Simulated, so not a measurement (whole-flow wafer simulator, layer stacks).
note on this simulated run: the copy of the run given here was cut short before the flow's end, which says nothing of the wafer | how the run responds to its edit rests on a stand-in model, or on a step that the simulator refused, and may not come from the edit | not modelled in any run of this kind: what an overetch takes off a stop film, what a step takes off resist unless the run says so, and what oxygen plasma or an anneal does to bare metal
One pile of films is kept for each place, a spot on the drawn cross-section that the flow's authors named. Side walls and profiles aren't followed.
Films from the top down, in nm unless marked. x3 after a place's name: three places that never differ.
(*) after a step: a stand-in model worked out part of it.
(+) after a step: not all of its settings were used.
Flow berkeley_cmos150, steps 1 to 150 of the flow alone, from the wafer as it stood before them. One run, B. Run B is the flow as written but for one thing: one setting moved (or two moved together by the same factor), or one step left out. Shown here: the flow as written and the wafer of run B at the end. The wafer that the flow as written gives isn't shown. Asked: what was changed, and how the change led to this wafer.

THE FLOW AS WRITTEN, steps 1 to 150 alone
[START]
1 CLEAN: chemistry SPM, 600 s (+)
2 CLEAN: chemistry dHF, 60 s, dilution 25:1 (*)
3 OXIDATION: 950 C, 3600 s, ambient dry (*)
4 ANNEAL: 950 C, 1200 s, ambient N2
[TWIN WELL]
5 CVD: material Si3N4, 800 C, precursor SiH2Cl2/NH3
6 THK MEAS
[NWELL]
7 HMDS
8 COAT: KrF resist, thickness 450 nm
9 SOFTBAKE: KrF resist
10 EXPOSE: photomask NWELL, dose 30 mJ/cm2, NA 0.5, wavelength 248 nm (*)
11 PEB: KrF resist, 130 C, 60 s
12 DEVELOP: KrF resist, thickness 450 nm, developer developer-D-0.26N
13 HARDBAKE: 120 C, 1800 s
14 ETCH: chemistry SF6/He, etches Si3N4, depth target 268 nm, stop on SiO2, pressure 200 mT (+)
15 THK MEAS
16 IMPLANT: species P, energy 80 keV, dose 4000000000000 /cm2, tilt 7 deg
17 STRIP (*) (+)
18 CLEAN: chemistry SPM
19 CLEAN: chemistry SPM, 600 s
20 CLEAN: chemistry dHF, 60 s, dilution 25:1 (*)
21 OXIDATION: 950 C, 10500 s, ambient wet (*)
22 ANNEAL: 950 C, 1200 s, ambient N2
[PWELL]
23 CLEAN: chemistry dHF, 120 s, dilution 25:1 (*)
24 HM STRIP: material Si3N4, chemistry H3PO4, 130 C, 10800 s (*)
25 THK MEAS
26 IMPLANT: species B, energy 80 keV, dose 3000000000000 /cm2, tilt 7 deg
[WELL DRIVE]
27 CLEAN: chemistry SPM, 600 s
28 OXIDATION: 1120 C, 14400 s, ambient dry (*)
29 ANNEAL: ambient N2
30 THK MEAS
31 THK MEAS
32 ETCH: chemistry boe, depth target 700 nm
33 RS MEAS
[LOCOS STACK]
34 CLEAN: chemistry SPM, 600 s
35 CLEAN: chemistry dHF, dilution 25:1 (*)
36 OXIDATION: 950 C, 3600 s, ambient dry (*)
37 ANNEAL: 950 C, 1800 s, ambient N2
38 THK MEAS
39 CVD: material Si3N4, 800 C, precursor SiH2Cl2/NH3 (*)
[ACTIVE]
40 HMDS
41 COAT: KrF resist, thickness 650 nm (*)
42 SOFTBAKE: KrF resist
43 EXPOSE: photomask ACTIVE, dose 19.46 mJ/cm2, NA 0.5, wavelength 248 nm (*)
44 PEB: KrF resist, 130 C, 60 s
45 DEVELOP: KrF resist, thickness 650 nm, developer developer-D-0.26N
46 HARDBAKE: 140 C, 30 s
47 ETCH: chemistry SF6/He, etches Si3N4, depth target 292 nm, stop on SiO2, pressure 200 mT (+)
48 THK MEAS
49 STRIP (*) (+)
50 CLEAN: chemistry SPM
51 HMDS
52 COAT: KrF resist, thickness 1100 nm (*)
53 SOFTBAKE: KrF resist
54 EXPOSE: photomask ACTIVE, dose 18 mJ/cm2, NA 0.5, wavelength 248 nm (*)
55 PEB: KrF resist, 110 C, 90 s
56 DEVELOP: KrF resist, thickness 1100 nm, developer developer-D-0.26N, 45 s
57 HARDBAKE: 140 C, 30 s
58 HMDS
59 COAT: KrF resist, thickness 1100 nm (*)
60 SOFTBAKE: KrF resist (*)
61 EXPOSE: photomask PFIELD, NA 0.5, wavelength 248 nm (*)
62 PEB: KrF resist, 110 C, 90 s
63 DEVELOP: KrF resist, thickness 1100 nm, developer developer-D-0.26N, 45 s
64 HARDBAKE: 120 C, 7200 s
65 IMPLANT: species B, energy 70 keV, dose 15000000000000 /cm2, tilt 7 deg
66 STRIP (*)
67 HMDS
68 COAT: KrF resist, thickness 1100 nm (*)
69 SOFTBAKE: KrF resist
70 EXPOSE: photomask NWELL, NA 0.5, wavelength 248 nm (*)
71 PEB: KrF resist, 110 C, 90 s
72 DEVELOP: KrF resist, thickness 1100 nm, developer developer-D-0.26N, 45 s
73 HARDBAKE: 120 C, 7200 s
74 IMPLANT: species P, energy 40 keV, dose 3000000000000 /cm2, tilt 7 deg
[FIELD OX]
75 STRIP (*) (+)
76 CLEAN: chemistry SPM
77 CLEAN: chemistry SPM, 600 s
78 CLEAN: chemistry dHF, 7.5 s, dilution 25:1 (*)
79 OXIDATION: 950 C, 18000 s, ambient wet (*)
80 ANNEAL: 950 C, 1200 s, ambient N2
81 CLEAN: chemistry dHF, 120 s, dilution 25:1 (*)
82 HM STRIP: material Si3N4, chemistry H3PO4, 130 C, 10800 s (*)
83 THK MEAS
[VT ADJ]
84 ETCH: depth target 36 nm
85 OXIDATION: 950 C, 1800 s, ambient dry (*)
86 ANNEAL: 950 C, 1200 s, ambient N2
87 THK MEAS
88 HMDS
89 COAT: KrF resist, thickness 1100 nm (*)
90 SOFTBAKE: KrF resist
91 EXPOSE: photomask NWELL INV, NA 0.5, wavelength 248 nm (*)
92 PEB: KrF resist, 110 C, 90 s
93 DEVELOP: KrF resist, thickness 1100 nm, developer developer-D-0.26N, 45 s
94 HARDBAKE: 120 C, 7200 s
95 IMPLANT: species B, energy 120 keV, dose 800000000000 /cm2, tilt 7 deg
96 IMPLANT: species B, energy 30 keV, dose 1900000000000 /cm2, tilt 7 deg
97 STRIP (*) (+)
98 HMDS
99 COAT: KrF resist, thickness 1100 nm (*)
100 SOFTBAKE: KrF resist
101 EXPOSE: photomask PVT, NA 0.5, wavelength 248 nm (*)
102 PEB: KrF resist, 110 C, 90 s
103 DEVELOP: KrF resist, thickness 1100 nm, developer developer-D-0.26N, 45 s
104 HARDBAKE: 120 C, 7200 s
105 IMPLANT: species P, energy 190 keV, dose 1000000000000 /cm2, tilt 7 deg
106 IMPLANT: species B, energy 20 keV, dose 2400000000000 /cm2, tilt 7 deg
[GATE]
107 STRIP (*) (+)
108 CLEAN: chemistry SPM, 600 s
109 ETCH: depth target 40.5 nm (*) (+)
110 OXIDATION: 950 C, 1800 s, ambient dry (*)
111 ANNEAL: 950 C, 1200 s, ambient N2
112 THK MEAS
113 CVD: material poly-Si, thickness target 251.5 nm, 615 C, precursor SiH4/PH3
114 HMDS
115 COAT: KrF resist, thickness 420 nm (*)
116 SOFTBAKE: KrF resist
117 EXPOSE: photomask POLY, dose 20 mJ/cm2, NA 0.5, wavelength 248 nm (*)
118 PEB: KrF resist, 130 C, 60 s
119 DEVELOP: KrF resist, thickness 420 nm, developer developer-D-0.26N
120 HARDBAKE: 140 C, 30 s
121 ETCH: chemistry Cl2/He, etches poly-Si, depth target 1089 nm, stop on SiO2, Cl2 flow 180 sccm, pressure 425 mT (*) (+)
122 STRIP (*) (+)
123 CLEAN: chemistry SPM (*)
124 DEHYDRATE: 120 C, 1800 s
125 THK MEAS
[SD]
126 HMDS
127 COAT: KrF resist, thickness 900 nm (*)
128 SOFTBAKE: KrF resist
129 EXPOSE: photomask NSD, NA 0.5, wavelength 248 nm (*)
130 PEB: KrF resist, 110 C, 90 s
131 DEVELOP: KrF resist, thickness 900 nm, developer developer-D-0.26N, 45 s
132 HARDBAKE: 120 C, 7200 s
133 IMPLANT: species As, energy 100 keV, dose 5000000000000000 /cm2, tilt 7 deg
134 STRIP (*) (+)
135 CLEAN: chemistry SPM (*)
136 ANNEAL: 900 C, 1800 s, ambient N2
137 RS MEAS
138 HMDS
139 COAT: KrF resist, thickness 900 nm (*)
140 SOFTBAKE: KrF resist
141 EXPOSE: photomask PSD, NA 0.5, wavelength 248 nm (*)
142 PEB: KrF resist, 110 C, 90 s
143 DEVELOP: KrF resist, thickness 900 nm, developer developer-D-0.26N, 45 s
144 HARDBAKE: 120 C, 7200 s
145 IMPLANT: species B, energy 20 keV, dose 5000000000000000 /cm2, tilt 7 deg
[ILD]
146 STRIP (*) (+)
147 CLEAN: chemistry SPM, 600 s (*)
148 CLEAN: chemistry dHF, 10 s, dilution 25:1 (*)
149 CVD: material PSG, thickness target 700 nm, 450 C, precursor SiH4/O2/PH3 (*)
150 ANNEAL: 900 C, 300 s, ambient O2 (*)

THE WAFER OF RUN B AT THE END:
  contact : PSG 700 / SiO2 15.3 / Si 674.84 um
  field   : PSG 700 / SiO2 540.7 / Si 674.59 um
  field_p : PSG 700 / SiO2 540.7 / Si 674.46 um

The cause: step 84, ETCH: depth target 17.75 nm was run, where the flow has depth target 36 nm.

How the change led to this, step by step:
  84 ETCH: depth target 36 nm
      gate_n, sd_p, gate_p, contact, m1: SiO2 -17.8 (as written it would be: SiO2 -29.6 (all of it))
      field, field_p: SiO2 -17.8 (as written it would be: SiO2 -36)
      (and at 1 more place)
  85 OXIDATION: 950 C, 1800 s, ambient dry (*)
      gate_n, sd_p, gate_p, contact, m1: SiO2 +16, Si -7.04 (as written it would be: SiO2 +20.4 (new film), Si -8.98)
      sd_n: SiO2 +8.87, Si -3.9 (as written it would be: SiO2 +12.2, Si -5.35)
  109 ETCH: depth target 40.5 nm (*) (+)
      sd_n: SiO2 -40.5 (as written it would be: SiO2 -40.4 (all of it))
      gate_n, sd_p, gate_p, contact, m1: SiO2 -27.8 (all of it) (as written it would be: SiO2 -20.4 (all of it))
  110 OXIDATION: 950 C, 1800 s, ambient dry (*)
      sd_n: SiO2 +14.2, Si -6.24 (as written it would be: SiO2 +20.4 (new film), Si -8.98)
  122 STRIP (*) (+)
      gate_n: chemical SiO2 +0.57 (new film), KrF resist -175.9 (all of it), poly-Si -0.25 (as written it would be: chemical SiO2 +0.57 (new film), KrF resist -169.8 (all of it), poly-Si -0.25)
